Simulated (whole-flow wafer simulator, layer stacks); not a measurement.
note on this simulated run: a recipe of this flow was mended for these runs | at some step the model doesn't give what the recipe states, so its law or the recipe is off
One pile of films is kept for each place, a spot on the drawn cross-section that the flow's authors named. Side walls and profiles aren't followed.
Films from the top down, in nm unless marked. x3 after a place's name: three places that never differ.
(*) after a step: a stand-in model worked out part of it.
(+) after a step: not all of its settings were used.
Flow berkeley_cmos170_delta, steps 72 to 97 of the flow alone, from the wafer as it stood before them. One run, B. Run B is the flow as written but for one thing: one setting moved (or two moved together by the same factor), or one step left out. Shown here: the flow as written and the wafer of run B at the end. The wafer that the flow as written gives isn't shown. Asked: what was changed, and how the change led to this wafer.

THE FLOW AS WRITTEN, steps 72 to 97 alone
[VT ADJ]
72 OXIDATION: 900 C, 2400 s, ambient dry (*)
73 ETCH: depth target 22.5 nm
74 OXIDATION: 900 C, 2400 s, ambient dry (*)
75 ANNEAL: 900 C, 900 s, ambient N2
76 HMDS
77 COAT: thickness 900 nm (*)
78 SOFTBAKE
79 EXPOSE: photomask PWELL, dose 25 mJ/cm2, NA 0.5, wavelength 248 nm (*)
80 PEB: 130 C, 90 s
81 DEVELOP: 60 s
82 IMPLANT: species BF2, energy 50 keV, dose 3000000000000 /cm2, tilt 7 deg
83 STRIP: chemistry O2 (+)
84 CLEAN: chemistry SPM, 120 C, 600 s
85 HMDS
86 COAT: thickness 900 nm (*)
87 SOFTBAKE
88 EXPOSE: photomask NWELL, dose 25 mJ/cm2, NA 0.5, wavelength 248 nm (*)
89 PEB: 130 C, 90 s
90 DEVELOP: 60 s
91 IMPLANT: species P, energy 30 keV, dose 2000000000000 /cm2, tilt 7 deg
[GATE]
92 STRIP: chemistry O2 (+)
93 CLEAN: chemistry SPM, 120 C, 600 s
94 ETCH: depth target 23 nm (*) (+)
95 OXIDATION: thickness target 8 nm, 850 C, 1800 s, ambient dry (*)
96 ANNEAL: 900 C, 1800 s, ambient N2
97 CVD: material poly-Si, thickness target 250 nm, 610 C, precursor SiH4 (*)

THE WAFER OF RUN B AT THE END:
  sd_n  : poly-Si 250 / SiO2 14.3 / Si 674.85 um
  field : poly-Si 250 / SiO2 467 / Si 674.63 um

The cause: step 94, ETCH: depth target 5 nm was run, where the flow has depth target 23 nm.

How the change led to this, step by step:
  94 ETCH: depth target 23 nm (*) (+)
      sd_n, spacer_n, gate, sd_p, spacer_p, gate_p, contact, m1: SiO2 -5 (as written it would be: SiO2 -14.9 (all of it))
      field: SiO2 -5 (as written it would be: SiO2 -23)
  95 OXIDATION: thickness target 8 nm, 850 C, 1800 s, ambient dry (*)
      sd_n, spacer_n, gate, sd_p, spacer_p, gate_p, contact, m1: SiO2 +4.38, Si -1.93 (as written it would be: SiO2 +7.48 (new film), Si -3.29)
